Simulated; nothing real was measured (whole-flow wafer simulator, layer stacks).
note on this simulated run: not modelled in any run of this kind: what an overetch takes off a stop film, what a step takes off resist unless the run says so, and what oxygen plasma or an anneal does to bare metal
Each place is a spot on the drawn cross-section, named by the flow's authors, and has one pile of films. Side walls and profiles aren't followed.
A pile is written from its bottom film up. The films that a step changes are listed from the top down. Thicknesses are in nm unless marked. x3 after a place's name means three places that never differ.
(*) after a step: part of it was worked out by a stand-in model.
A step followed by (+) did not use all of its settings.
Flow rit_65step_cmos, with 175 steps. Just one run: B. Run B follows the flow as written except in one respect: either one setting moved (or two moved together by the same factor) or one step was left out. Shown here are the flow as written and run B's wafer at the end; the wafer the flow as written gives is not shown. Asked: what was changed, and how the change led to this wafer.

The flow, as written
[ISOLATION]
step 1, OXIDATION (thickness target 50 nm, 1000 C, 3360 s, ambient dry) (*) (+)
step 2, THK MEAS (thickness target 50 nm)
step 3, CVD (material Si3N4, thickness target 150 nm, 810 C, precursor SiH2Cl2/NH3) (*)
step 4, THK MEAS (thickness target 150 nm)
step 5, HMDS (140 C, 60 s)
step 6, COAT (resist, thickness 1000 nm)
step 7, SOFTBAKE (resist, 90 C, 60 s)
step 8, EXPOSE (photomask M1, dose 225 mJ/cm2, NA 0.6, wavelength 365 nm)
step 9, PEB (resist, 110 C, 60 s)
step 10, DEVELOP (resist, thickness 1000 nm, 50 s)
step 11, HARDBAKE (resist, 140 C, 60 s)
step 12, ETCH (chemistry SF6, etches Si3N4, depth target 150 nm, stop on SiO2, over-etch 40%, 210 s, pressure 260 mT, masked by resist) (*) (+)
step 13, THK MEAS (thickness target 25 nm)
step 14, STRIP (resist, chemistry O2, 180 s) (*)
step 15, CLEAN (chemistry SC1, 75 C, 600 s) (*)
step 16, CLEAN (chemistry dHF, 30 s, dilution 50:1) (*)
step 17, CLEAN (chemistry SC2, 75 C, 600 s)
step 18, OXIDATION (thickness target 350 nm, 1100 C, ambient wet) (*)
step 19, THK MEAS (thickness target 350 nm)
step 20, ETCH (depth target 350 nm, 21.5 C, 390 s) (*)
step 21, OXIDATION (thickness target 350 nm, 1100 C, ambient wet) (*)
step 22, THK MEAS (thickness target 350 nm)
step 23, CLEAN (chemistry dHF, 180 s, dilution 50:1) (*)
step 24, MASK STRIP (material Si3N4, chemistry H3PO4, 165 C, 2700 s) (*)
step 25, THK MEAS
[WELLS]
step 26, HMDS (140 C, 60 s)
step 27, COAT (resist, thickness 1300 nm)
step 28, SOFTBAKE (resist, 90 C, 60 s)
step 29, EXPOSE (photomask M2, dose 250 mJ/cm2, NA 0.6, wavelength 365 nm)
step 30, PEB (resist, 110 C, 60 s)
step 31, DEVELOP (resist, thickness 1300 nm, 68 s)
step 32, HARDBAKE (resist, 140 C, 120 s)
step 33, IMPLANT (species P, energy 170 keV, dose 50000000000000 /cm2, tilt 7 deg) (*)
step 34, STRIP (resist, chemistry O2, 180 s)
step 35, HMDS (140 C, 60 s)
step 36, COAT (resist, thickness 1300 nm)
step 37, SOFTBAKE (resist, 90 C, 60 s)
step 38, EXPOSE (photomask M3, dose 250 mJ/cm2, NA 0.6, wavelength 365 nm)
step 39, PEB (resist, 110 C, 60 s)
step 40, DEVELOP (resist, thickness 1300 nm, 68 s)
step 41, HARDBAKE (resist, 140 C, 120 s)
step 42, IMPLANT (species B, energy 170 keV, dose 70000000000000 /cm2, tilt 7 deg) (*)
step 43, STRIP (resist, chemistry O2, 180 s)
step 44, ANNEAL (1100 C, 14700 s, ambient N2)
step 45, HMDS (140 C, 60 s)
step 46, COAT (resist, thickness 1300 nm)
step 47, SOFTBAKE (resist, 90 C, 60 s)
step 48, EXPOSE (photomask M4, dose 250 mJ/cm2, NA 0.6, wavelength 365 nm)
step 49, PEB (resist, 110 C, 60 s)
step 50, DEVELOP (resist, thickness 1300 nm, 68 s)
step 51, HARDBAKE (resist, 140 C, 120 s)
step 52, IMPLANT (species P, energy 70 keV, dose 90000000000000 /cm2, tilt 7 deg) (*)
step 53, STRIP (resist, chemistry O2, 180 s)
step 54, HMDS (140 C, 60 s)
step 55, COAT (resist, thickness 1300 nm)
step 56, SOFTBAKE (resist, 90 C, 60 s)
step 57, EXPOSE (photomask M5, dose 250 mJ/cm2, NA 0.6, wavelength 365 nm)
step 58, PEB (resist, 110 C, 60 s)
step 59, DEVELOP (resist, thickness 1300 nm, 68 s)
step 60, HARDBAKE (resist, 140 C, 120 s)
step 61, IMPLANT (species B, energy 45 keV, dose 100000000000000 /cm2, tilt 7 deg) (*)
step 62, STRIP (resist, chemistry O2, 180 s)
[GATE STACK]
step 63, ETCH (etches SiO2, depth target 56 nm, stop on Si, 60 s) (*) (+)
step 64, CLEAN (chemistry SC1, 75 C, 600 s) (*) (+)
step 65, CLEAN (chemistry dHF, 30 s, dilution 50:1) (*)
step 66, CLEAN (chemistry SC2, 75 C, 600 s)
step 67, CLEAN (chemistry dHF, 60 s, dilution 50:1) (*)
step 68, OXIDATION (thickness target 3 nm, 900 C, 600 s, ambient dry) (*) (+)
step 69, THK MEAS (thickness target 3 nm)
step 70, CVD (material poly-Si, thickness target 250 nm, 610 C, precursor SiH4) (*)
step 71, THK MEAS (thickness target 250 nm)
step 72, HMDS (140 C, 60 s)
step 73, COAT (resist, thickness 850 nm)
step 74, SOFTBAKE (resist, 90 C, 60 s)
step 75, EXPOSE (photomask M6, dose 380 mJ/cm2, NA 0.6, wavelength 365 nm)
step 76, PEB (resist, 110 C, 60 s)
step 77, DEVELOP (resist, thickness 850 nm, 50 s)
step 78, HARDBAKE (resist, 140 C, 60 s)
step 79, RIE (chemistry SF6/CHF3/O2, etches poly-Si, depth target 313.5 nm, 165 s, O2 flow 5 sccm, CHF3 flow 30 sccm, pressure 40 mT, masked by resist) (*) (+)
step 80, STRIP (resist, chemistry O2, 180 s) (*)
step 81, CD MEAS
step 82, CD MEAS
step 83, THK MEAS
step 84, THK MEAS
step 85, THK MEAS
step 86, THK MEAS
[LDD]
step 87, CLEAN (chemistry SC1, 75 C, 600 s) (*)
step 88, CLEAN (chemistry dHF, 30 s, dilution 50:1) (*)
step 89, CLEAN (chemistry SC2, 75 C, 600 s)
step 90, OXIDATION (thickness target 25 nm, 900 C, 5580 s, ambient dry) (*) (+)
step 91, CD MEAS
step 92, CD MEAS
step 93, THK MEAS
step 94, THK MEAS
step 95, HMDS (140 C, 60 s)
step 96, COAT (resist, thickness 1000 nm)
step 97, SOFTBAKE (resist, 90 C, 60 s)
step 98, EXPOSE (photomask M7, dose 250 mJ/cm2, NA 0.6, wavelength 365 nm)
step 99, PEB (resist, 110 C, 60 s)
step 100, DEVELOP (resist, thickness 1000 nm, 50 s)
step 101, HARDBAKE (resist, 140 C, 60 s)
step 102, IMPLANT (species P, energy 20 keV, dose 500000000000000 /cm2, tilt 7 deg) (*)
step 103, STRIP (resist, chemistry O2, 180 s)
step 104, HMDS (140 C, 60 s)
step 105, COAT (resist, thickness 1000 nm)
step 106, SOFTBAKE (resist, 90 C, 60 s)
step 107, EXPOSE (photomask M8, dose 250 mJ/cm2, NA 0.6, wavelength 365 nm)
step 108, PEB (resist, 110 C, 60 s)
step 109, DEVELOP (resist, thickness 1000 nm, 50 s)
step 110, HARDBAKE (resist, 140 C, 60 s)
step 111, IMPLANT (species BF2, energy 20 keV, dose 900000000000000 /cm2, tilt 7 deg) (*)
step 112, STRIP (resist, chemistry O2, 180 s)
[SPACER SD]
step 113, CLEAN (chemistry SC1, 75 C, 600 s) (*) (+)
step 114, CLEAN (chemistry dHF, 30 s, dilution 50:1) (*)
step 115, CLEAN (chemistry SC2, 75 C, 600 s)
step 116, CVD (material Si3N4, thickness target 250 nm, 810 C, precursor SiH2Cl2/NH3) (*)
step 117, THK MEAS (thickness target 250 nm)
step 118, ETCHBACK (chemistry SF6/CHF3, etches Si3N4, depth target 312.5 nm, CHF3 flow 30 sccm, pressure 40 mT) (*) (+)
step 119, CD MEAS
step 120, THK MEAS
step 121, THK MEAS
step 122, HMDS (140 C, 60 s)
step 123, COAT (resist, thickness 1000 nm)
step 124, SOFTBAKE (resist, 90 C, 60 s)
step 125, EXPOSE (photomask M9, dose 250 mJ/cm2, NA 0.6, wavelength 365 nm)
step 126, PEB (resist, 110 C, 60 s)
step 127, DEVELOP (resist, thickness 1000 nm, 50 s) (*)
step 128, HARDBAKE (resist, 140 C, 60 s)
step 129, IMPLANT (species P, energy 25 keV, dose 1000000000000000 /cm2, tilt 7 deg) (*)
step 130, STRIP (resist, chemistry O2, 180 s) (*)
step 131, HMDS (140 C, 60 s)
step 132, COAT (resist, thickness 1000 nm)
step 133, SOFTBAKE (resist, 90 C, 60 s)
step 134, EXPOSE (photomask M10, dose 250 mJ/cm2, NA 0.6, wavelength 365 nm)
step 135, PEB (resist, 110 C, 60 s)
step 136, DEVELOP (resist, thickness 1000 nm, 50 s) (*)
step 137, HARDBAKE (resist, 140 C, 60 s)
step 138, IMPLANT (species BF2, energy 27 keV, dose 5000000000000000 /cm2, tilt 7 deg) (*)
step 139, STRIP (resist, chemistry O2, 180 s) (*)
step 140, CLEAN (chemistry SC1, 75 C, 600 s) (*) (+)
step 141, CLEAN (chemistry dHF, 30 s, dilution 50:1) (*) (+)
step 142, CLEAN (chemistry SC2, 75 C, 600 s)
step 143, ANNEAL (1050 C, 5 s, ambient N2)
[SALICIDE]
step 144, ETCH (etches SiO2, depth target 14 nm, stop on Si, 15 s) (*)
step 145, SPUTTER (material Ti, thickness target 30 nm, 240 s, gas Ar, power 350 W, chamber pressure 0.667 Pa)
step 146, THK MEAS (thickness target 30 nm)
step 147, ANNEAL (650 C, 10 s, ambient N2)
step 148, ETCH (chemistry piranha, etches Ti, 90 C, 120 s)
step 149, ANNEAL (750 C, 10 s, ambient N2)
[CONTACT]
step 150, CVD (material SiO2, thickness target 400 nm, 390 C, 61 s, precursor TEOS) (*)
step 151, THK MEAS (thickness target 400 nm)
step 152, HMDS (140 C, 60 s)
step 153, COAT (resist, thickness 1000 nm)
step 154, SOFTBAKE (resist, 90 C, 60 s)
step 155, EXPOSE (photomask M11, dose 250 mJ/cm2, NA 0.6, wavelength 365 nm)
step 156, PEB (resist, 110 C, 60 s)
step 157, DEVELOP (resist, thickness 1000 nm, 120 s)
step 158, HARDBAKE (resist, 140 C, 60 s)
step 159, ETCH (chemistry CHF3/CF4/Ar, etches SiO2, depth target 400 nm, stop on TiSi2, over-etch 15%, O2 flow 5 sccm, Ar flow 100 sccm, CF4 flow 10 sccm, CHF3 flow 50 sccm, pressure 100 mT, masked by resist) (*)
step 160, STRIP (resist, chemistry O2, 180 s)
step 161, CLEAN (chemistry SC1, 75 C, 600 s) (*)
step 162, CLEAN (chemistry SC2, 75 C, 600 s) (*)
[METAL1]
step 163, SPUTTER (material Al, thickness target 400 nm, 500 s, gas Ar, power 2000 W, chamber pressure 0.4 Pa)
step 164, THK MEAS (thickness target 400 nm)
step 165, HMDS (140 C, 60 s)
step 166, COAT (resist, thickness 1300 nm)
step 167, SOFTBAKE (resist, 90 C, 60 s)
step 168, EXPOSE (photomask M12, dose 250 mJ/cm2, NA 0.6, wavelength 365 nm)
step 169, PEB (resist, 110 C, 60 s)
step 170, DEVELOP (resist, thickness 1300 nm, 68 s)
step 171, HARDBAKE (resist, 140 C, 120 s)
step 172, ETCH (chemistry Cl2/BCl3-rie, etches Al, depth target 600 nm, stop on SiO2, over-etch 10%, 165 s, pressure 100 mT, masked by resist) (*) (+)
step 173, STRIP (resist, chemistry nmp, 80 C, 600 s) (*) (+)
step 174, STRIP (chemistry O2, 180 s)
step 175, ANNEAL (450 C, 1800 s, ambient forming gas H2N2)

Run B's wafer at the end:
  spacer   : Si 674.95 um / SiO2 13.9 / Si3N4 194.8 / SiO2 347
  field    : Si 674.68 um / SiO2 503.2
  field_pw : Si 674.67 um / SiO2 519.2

What caused this: step 163, SPUTTER: power 1344 W was run, though the flow has power 2000 W.

Step by step, how the change led to this:
  step 163, SPUTTER (material Al, thickness target 400 nm, 500 s, gas Ar, power 2000 W, chamber pressure 0.4 Pa)
      field, field_p, spacer, spacer_p: Al gains 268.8 (new film) (in the flow as written it would be: Al gains 400 (new film))
      gate_n, gate_p: Al gains 268.8 (new film) (in the flow as written it would be: Al gains 396 (new film))
      (and at 2 other places as well)
  step 172, ETCH (chemistry Cl2/BCl3-rie, etches Al, depth target 600 nm, stop on SiO2, over-etch 10%, 165 s, pressure 100 mT, masked by resist) (*) (+)
      field, field_p, spacer, spacer_p: Al loses 268.8 (all of it), SiO2 loses 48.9 (in the flow as written it would be: Al loses 400 (all of it), SiO2 loses 32.5)
      gate_n, gate_p: Al loses 268.8 (all of it), SiO2 loses 48.9 (in the flow as written it would be: Al loses 396 (all of it), SiO2 loses 33)
      (and at 2 other places as well)
